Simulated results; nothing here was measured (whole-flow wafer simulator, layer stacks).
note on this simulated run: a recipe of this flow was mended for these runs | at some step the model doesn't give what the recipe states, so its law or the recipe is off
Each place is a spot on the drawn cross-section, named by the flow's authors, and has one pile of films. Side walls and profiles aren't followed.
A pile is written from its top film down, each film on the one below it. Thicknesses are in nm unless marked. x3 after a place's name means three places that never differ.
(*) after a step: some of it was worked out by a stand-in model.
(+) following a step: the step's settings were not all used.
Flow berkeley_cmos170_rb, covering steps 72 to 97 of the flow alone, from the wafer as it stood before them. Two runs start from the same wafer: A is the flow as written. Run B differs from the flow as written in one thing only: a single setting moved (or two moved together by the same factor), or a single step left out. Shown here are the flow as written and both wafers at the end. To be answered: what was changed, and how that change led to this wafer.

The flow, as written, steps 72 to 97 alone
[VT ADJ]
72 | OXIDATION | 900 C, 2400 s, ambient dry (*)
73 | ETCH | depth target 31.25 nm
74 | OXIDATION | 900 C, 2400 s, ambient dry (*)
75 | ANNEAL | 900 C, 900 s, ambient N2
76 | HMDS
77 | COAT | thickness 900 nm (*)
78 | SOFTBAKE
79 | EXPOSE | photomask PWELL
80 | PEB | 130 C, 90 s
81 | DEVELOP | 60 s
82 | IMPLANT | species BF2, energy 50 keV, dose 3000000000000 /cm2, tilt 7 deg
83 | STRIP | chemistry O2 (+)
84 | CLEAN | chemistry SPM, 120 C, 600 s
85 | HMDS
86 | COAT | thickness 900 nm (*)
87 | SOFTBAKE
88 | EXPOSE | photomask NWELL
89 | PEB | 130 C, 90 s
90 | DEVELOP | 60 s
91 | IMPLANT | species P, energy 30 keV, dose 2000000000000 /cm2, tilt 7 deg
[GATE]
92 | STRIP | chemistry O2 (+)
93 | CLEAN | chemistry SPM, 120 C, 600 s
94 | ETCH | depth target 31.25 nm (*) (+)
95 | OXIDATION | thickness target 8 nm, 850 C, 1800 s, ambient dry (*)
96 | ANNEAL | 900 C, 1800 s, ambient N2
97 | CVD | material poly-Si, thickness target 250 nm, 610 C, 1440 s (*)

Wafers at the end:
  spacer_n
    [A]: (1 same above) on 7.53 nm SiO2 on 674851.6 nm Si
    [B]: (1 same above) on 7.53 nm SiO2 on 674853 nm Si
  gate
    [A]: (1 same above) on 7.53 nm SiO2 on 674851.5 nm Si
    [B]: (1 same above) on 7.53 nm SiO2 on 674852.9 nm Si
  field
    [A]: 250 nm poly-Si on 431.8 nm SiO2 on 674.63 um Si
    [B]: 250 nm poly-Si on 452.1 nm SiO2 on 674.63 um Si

Cause: step 73, ETCH: depth target 10.94 nm was run, whereas the flow has depth target 31.25 nm.

The path from the change to this, step by step:
  73 | ETCH | depth target 31.25 nm
      sd_n, spacer_n, gate, sd_p, spacer_p, gate_p, contact, m1: A SiO2 loses 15 (all of it) | B SiO2 loses 10.9
      field: A SiO2 loses 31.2 | B SiO2 loses 10.9
  74 | OXIDATION | 900 C, 2400 s, ambient dry (*)
      sd_n, spacer_n, gate, sd_p, spacer_p, gate_p, contact, m1: A SiO2 gains 15 (new film), Si loses 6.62 | B SiO2 gains 11.9, Si loses 5.23
  94 | ETCH | depth target 31.25 nm (*) (+)
      sd_n, spacer_n, gate, sd_p, spacer_p, gate_p, contact, m1: A SiO2 loses 15 (all of it) | B SiO2 loses 16 (all of it)
